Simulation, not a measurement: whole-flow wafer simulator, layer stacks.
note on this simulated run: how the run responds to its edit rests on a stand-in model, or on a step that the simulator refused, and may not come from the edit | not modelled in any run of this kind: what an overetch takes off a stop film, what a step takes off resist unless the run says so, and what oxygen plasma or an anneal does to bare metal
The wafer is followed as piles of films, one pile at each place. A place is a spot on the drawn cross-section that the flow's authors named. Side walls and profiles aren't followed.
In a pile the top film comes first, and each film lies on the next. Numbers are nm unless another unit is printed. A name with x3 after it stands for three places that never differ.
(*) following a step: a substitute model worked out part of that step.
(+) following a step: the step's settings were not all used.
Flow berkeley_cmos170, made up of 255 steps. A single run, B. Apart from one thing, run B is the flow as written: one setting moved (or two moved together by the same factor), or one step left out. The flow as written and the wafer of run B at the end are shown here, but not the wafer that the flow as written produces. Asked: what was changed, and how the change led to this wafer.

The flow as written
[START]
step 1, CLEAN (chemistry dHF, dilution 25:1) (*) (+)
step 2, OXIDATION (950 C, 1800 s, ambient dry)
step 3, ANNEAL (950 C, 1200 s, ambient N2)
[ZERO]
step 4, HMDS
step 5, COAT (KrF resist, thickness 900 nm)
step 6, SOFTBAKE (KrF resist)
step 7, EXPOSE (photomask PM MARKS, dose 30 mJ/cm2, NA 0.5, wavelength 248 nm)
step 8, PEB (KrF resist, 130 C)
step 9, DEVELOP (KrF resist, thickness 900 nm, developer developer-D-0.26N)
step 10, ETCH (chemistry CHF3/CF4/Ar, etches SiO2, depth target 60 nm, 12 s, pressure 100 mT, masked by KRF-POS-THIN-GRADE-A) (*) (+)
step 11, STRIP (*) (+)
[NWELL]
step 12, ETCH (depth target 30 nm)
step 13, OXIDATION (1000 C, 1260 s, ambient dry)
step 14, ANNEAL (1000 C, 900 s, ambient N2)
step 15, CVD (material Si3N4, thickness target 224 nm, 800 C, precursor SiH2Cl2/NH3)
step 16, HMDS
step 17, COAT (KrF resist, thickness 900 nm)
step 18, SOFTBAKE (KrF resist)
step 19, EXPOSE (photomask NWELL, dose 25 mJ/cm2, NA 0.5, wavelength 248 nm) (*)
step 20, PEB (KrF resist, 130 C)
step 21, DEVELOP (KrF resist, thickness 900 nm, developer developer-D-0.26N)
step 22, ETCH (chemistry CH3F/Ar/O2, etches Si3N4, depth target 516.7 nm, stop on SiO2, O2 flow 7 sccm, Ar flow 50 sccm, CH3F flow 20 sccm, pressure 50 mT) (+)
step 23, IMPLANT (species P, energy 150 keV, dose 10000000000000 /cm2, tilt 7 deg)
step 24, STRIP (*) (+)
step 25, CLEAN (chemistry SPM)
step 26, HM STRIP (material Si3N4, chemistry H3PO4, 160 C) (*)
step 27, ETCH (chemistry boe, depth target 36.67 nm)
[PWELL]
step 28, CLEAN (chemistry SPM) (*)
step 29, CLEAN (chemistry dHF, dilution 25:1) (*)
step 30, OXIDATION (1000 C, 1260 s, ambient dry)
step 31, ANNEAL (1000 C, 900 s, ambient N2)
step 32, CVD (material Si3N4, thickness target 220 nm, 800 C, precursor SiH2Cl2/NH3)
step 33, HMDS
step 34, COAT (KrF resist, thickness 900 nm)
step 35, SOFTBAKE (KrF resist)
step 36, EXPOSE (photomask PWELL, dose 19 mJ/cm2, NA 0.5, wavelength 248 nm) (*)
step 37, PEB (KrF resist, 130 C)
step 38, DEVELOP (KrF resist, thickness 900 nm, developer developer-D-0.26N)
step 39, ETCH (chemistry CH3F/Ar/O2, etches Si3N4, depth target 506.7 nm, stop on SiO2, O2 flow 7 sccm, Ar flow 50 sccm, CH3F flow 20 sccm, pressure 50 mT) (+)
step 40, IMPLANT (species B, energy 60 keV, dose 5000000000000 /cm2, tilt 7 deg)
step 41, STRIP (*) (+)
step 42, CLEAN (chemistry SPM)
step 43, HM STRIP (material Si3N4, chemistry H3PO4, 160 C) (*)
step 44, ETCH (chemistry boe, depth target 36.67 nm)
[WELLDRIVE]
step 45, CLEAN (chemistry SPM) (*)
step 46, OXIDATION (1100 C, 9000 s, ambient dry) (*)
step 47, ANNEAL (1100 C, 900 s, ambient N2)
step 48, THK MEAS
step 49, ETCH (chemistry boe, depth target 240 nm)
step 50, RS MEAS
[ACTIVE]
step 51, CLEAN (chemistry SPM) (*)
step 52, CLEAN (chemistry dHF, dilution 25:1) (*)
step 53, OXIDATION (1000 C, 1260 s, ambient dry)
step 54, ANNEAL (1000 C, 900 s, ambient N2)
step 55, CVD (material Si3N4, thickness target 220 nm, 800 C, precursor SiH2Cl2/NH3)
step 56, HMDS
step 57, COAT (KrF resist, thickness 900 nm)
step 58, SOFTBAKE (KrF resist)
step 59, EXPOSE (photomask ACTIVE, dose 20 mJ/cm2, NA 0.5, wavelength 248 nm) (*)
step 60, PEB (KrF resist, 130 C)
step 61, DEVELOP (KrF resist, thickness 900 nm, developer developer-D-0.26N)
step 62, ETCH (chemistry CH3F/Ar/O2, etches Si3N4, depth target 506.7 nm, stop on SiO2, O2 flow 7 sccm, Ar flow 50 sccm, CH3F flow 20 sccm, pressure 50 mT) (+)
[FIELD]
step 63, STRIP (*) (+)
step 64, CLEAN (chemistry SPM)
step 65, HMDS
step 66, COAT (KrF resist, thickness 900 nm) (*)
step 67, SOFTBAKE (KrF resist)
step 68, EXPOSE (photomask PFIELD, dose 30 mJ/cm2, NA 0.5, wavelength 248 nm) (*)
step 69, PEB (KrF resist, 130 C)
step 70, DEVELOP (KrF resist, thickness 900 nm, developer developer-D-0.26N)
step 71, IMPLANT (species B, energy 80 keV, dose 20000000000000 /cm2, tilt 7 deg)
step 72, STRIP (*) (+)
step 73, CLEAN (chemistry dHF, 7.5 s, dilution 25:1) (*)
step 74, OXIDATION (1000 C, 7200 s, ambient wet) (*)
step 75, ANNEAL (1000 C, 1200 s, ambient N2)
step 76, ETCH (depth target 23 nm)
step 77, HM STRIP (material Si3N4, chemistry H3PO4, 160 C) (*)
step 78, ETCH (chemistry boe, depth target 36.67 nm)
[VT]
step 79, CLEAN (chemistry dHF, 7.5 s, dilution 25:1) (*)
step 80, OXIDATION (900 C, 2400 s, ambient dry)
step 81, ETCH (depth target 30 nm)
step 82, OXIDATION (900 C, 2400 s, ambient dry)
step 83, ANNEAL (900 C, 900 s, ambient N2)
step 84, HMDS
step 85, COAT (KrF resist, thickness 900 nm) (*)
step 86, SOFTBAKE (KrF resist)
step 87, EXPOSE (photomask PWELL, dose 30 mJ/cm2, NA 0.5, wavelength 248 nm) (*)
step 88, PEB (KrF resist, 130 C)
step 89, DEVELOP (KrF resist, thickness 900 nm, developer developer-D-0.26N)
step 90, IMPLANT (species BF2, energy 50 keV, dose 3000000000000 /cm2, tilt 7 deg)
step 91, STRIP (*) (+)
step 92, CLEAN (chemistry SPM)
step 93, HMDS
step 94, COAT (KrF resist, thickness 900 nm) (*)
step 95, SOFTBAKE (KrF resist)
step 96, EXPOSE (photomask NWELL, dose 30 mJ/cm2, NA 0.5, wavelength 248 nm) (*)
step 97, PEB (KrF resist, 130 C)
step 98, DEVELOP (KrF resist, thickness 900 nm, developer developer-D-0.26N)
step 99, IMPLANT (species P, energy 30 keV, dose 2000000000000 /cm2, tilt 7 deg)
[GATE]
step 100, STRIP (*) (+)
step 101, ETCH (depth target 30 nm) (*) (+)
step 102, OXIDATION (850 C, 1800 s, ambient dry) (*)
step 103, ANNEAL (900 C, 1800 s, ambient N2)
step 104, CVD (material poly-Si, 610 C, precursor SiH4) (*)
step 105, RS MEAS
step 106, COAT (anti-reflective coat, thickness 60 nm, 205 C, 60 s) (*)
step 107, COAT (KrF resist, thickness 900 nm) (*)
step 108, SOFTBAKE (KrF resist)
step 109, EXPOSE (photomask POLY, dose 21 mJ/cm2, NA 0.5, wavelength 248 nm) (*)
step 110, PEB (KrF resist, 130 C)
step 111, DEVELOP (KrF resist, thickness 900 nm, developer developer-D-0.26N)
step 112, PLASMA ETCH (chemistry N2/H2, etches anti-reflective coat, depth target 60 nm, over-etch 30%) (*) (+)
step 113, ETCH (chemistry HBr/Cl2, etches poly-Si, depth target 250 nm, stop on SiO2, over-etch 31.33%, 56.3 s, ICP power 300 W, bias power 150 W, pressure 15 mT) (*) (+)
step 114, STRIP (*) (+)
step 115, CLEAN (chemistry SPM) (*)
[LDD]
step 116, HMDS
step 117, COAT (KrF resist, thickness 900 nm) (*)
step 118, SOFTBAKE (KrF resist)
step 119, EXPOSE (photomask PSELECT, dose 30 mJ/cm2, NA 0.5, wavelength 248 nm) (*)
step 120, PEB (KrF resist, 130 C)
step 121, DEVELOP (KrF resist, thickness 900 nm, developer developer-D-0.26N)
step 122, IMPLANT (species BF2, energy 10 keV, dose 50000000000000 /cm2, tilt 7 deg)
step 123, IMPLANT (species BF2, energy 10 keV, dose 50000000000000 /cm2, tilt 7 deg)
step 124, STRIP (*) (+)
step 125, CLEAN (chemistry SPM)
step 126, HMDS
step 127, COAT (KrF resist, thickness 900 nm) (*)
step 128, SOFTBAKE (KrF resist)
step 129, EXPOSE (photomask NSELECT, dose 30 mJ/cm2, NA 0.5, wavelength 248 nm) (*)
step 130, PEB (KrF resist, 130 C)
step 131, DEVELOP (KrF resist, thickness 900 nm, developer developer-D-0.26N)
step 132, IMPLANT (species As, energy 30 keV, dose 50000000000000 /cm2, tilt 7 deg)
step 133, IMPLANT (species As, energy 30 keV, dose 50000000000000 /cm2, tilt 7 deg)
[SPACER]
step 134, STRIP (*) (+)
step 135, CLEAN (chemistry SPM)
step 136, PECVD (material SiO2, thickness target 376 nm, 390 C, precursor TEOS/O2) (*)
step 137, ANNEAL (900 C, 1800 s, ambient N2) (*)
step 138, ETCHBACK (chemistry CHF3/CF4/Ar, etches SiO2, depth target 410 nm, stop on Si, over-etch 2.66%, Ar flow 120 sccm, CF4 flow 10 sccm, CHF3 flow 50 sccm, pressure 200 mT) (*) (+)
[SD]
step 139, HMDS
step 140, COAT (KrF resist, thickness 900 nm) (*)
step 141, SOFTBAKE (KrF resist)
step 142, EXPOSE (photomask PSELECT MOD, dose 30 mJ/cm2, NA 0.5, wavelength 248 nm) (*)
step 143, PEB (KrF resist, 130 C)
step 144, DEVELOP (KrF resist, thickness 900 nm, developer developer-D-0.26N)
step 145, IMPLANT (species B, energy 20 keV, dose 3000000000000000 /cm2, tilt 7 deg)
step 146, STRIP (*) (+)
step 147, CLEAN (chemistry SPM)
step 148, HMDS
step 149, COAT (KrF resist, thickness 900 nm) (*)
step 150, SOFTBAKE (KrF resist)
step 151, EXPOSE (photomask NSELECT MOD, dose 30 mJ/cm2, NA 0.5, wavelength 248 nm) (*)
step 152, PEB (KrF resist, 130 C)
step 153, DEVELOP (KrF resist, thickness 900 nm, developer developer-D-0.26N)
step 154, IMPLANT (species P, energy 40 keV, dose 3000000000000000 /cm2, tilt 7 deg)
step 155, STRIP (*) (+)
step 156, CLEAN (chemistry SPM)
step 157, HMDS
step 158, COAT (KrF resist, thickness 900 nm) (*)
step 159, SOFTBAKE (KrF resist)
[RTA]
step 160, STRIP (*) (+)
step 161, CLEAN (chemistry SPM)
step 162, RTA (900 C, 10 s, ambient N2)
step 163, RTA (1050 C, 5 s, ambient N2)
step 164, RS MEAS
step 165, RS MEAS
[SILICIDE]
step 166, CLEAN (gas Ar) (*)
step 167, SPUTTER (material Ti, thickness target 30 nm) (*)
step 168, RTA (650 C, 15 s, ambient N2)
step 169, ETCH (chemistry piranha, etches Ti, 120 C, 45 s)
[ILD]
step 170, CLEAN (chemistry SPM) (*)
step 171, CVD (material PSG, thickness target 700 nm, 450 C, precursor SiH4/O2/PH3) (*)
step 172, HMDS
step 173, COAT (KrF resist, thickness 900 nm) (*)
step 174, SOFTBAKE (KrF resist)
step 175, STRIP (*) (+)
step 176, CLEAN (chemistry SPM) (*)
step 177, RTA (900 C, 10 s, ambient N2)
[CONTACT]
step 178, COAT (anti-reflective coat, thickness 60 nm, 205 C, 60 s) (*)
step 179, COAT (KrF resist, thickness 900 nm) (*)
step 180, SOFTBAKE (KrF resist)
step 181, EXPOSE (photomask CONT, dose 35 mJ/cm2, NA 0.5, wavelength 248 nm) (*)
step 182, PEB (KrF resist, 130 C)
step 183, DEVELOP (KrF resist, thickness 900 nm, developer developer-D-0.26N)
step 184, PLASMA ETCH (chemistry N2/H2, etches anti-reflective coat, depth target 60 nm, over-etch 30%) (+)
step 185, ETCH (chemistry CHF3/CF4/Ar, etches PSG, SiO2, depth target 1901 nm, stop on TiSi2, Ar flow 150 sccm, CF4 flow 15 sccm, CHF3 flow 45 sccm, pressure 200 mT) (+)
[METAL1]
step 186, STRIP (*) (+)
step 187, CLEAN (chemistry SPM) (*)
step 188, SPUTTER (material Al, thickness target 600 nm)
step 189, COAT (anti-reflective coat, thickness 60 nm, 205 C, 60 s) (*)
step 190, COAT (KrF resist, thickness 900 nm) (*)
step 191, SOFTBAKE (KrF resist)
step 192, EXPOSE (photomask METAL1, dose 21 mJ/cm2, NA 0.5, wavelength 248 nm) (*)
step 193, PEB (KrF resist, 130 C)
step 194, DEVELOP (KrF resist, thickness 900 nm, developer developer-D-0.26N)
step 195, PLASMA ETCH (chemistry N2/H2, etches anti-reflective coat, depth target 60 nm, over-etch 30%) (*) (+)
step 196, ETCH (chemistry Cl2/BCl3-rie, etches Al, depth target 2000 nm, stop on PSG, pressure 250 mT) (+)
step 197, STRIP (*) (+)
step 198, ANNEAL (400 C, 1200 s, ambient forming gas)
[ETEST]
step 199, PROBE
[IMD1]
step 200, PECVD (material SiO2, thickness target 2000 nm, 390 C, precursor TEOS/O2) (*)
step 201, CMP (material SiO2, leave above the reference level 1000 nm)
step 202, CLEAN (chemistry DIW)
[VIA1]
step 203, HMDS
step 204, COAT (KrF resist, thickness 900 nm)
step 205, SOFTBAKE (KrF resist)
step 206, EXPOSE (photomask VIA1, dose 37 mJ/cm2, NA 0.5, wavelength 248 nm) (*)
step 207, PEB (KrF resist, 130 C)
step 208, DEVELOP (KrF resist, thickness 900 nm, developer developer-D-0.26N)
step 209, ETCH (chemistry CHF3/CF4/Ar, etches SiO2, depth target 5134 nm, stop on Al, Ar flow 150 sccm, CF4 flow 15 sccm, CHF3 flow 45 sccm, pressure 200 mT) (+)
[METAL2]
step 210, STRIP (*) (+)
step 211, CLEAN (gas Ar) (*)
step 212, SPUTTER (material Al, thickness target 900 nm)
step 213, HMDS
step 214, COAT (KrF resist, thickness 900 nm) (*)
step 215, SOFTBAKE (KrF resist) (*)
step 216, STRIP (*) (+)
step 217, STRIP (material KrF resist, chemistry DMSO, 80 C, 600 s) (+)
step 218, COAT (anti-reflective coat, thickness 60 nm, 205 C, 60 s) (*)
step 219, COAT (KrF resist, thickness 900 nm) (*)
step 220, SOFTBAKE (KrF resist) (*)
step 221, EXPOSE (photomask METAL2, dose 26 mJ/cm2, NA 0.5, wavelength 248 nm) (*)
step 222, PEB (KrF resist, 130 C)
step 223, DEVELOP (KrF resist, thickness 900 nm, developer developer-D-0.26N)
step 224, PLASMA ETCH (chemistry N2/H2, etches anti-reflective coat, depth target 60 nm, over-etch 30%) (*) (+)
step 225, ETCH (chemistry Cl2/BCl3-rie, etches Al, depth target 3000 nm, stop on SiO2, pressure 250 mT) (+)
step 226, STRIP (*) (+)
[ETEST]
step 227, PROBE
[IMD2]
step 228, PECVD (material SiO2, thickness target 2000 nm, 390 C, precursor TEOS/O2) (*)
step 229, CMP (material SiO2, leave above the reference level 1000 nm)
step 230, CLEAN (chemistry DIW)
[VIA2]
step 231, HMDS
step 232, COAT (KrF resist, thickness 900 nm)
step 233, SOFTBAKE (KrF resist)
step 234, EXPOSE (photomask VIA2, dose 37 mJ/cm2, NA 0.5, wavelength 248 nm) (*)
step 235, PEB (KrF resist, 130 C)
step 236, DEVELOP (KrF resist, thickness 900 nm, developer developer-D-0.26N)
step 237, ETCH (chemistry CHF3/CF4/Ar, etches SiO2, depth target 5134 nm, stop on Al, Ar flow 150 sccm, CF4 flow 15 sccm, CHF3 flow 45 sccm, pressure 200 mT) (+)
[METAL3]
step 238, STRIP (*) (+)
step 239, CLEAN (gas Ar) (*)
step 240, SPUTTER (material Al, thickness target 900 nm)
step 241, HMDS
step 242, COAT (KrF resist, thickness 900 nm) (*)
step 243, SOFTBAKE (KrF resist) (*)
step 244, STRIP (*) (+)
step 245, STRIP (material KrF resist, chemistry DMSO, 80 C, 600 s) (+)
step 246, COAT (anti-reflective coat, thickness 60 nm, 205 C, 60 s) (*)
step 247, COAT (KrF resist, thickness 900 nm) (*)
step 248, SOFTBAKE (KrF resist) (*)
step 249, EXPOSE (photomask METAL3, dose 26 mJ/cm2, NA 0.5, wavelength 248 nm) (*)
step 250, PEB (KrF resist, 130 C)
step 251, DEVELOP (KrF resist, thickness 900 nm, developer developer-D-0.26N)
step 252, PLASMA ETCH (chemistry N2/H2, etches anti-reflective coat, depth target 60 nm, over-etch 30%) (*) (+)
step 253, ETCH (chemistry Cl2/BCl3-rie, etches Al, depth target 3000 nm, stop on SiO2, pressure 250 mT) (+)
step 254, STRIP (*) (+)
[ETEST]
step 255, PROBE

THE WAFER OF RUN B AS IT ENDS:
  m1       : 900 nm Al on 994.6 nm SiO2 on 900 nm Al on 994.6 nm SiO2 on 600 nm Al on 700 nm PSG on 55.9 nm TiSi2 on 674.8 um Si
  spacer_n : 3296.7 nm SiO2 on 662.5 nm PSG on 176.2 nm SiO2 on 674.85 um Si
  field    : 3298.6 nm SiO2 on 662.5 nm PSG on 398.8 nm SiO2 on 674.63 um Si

The reason: step 78, ETCH: depth target 18.33 nm was run, though the flow has depth target 36.67 nm.

Step by step, how the change led to this:
  step 78, ETCH (chemistry boe, depth target 36.67 nm)
      sd_n, spacer_n, gate_n and 8 more: -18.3 SiO2 (in the flow as written it would be: -24.6 SiO2 (all of it))
      field: -18.3 SiO2 (in the flow as written it would be: -36.7 SiO2)
  step 79, CLEAN (chemistry dHF, 7.5 s, dilution 25:1) (*)
      sd_n, spacer_n, gate_n and 8 more: -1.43 SiO2 (in the flow as written it would be: nothing)
  step 80, OXIDATION (900 C, 2400 s, ambient dry)
      sd_n, spacer_n, gate_n and 8 more: +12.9 SiO2, -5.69 Si (in the flow as written it would be: +14.9 SiO2 (new film), -6.57 Si)
  step 81, ETCH (depth target 30 nm)
      spacer_n, gate_n, spacer_p and 6 more: -17.7 SiO2 (all of it) (in the flow as written it would be: -14.9 SiO2 (all of it))
      sd_n, sd_p: -17.8 SiO2 (all of it) (in the flow as written it would be: -14.9 SiO2 (all of it))
  step 106, COAT (anti-reflective coat, thickness 60 nm, 205 C, 60 s) (*)
      field: +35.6 anti-reflective coat (new film) (in the flow as written it would be: +34.7 anti-reflective coat (new film))
      sd_n: +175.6 anti-reflective coat (new film) (in the flow as written it would be: +158.6 anti-reflective coat (new film))
      (also at 7 further places)
  step 112, PLASMA ETCH (chemistry N2/H2, etches anti-reflective coat, depth target 60 nm, over-etch 30%) (*) (+)
      field: -35.6 anti-reflective coat (all of it), -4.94 poly-Si (in the flow as written it would be: -34.7 anti-reflective coat (all of it), -4.4 poly-Si)
      sd_n: -175.6 anti-reflective coat (all of it), -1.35 poly-Si (in the flow as written it would be: -158.6 anti-reflective coat (all of it), -1.22 poly-Si)
      (also at 8 further places)
  step 114, STRIP (*) (+)
      gate_n: +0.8 chemical SiO2 (new film), -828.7 KrF resist (all of it), -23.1 anti-reflective coat (all of it), -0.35 poly-Si (in the flow as written it would be: +0.8 chemical SiO2 (new film), -812.6 KrF resist (all of it), -27.3 anti-reflective coat (all of it), -0.35 poly-Si)
      gate_p: +0.8 chemical SiO2 (new film), -791 KrF resist (all of it), -27.4 anti-reflective coat (all of it), -0.35 poly-Si (in the flow as written it would be: +0.8 chemical SiO2 (new film), -782.1 KrF resist (all of it), -29.6 anti-reflective coat (all of it), -0.35 poly-Si)
  step 178, COAT (anti-reflective coat, thickness 60 nm, 205 C, 60 s) (*)
      sd_n: +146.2 anti-reflective coat (new film) (in the flow as written it would be: +135.1 anti-reflective coat (new film))
      gate_n: +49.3 anti-reflective coat (new film) (in the flow as written it would be: +48.3 anti-reflective coat (new film))
      (also at 2 further places)
  step 184, PLASMA ETCH (chemistry N2/H2, etches anti-reflective coat, depth target 60 nm, over-etch 30%) (+)
      contact: -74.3 anti-reflective coat (all of it), -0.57 PSG (in the flow as written it would be: -72.8 anti-reflective coat (all of it), -0.56 PSG)
  step 186, STRIP (*) (+)
      sd_n: -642 KrF resist (all of it), -146.2 anti-reflective coat (all of it) (in the flow as written it would be: -643.8 KrF resist (all of it), -135.1 anti-reflective coat (all of it))
      gate_n: -561.4 KrF resist (all of it), -49.3 anti-reflective coat (all of it) (in the flow as written it would be: -553.1 KrF resist (all of it), -48.3 anti-reflective coat (all of it))
      (also at 1 further place)
  step 189, COAT (anti-reflective coat, thickness 60 nm, 205 C, 60 s) (*)
      gate_n: +49.2 anti-reflective coat (new film) (in the flow as written it would be: +48 anti-reflective coat (new film))
      sd_p: +89.2 anti-reflective coat (new film) (in the flow as written it would be: +86.5 anti-reflective coat (new film))
      (also at 1 further place)
  step 195, PLASMA ETCH (chemistry N2/H2, etches anti-reflective coat, depth target 60 nm, over-etch 30%) (*) (+)
      contact, m1, via1, m2, via2: -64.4 KrF resist (in the flow as written it would be: -62.5 KrF resist)
      gate_n: -49.2 anti-reflective coat (all of it) (in the flow as written it would be: -48 anti-reflective coat (all of it))
      (also at 1 further place)
  step 196, ETCH (chemistry Cl2/BCl3-rie, etches Al, depth target 2000 nm, stop on PSG, pressure 250 mT) (+)
      sd_p: -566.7 Al (all of it), -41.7 PSG (in the flow as written it would be: -573.8 Al (all of it), -40.8 PSG)
  step 197, STRIP (*) (+)
      m2: -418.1 KrF resist (all of it), -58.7 anti-reflective coat (all of it) (in the flow as written it would be: -412.9 KrF resist (all of it), -61.1 anti-reflective coat (all of it))
  step 201, CMP (material SiO2, leave above the reference level 1000 nm)
      field: -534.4 SiO2 (in the flow as written it would be: -517 SiO2)
